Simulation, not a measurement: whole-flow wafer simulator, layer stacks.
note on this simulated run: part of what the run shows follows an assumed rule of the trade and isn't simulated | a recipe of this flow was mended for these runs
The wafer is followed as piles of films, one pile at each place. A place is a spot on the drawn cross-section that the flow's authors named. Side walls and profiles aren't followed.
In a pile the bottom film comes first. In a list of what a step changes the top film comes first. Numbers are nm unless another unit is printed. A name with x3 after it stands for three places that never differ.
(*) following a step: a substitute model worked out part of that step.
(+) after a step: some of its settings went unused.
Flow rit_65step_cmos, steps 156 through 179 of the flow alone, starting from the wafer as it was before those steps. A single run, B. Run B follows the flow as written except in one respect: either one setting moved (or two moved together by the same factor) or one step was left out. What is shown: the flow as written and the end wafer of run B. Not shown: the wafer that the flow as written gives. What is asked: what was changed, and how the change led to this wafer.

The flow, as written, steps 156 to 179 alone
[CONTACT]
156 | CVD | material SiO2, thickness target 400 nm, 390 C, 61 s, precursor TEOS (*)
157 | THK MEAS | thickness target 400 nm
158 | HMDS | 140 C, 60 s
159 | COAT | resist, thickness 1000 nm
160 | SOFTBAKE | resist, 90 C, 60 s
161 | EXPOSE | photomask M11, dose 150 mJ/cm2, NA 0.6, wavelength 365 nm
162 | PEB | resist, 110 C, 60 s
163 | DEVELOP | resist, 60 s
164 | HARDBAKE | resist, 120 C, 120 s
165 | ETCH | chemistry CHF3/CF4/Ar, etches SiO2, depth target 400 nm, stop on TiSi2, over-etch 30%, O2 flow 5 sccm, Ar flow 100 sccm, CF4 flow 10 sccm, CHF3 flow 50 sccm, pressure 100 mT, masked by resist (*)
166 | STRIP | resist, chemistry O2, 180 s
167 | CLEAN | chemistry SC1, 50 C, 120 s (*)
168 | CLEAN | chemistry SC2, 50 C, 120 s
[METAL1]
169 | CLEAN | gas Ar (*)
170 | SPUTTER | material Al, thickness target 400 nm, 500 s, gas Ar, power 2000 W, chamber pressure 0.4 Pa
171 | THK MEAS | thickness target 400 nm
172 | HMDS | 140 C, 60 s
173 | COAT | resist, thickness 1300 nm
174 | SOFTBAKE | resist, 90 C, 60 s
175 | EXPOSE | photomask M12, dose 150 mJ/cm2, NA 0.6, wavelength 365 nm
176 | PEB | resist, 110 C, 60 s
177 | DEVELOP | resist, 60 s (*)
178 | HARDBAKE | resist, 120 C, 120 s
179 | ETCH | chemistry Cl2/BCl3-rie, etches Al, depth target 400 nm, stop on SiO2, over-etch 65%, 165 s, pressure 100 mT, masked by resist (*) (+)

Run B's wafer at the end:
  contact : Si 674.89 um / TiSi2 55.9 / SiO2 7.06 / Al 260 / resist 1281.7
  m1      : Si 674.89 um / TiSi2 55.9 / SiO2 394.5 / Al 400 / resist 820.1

The reason: step 165, ETCH: depth target 298 nm was run, while the flow as written has depth target 400 nm.

Step by step, how the change led to this:
  165 | ETCH | chemistry CHF3/CF4/Ar, etches SiO2, depth target 400 nm, stop on TiSi2, over-etch 30%, O2 flow 5 sccm, Ar flow 100 sccm, CF4 flow 10 sccm, CHF3 flow 50 sccm, pressure 100 mT, masked by resist (*)
      contact: SiO2 loses 387.4 (in the flow as written it would be: SiO2 loses 400 (all of it), TiSi2 loses 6)
      field, field_pw, field_nw and 6 more: resist loses 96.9 (in the flow as written it would be: resist loses 130)
      (as well as at 4 more places)
  166 | STRIP | resist, chemistry O2, 180 s
      active_n, active_p: resist loses 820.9 (all of it) (in the flow as written it would be: resist loses 787.7 (all of it))
      field: resist loses 880.2 (all of it) (in the flow as written it would be: resist loses 847 (all of it))
      (as well as at 10 more places)
  169 | CLEAN | gas Ar (*)
      contact: SiO2 loses 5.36 (in the flow as written it would be: TiSi2 loses 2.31)
